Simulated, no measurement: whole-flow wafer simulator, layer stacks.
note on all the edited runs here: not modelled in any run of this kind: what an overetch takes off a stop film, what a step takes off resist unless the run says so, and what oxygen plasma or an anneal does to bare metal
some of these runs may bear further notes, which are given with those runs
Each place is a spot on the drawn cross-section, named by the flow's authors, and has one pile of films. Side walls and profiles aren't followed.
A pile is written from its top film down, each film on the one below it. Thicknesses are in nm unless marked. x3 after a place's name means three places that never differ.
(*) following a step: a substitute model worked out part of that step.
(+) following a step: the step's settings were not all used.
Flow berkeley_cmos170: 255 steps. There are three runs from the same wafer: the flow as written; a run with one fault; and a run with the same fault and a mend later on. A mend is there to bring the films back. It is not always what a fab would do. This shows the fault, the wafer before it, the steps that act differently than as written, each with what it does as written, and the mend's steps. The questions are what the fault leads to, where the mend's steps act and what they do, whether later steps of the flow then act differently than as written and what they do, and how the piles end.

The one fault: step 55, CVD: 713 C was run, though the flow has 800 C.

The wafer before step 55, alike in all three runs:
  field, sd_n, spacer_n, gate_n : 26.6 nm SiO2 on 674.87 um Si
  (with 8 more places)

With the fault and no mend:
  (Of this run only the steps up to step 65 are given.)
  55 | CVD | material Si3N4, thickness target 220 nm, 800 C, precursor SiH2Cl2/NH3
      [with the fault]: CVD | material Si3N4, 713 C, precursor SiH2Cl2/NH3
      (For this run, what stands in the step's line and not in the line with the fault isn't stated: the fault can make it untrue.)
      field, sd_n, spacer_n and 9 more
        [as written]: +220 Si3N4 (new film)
        [with the fault]: +57.7 Si3N4 (new film)
  Later steps of the flow acting differently than as written:
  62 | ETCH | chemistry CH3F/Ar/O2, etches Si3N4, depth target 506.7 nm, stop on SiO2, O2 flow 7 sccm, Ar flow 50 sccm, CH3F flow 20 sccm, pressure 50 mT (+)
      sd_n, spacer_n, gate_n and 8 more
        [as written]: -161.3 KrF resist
        [with the fault]: -53.1 KrF resist
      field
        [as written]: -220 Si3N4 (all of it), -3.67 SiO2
        [with the fault]: -57.7 Si3N4 (all of it), -3.67 SiO2
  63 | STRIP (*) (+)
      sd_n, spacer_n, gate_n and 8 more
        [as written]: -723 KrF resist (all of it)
        [with the fault]: -831.2 KrF resist (all of it)
  After step 65, at sd_n, spacer_n, gate_n and 8 more, the piles differ from the flow's by more than 2% or 0.5 nm, whichever is larger.
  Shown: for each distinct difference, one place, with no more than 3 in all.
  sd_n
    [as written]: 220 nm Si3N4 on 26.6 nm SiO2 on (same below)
    [with the fault]: 57.7 nm Si3N4 on 26.6 nm SiO2 on (same below)

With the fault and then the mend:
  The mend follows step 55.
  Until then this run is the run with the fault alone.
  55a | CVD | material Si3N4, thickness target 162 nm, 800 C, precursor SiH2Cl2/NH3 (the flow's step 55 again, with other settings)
      field, sd_n, spacer_n and 9 more
        +162 Si3N4
  Every later step of the flow that is run acts as written, at every place that is followed, to within 2% or 0.5 nm, whichever is larger.
  At every place that both follow, the piles at the end match the flow's.
